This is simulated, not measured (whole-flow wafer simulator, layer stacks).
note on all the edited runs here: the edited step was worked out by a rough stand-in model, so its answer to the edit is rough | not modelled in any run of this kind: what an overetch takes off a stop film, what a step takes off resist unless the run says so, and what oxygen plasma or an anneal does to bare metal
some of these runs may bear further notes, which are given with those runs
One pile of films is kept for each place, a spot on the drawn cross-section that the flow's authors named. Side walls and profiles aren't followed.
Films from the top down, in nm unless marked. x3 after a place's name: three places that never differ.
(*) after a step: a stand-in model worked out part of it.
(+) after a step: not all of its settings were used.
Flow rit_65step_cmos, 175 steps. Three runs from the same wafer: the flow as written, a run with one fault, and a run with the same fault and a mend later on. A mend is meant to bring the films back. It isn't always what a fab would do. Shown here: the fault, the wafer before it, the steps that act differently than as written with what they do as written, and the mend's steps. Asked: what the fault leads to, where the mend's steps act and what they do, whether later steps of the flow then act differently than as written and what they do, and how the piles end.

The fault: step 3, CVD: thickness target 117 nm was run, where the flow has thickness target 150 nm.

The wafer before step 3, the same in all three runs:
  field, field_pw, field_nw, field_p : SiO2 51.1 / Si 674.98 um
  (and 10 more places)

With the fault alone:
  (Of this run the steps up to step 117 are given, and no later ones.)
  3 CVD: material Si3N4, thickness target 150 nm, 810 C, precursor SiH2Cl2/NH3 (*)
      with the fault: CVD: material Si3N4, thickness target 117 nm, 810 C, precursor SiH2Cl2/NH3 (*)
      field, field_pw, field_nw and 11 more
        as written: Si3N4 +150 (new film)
        with the fault: Si3N4 +117 (new film)
  Later steps of the flow that act differently than as written (37 more steps differ only slightly, by at most 2% or 0.5 nm, whichever is larger, and aren't shown):
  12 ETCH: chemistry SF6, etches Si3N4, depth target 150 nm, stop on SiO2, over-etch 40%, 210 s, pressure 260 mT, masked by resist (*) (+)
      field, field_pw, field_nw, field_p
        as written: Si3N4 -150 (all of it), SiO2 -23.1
        with the fault: Si3N4 -117 (all of it), SiO2 -35.8
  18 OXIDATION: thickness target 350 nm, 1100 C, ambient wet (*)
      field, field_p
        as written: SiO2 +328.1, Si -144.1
        with the fault: SiO2 +338.2, Si -148.5
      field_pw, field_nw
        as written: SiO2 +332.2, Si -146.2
        with the fault: SiO2 +341.8, Si -150.4
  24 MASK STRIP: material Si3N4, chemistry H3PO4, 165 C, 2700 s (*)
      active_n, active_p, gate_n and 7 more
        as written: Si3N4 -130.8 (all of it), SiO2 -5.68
        with the fault: Si3N4 -97.8 (all of it), SiO2 -6.94
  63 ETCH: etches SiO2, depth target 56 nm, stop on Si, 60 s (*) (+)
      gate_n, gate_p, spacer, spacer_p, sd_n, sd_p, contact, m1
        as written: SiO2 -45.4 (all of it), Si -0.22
        with the fault: SiO2 -44.2 (all of it), Si -0.24
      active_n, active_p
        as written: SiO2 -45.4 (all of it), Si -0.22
        with the fault: SiO2 -44.1 (all of it), Si -0.24
  After step 117 the piles differ from the flow's only slightly at the places that both follow, by at most 2% or 0.5 nm, whichever is larger.

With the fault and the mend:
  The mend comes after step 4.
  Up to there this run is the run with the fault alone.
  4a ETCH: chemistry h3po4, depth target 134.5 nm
      field, field_pw, field_nw and 11 more
        Si3N4 -117 (all of it)
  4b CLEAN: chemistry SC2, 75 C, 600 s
      changes no film at any place that is followed
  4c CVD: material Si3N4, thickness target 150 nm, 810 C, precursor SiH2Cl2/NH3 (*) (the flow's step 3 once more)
      field, field_pw, field_nw and 11 more
        Si3N4 +150 (new film)
  No later step of the flow acts differently than as written at any place that is followed.
  At the end the piles are the same as the flow's at every place that both follow.
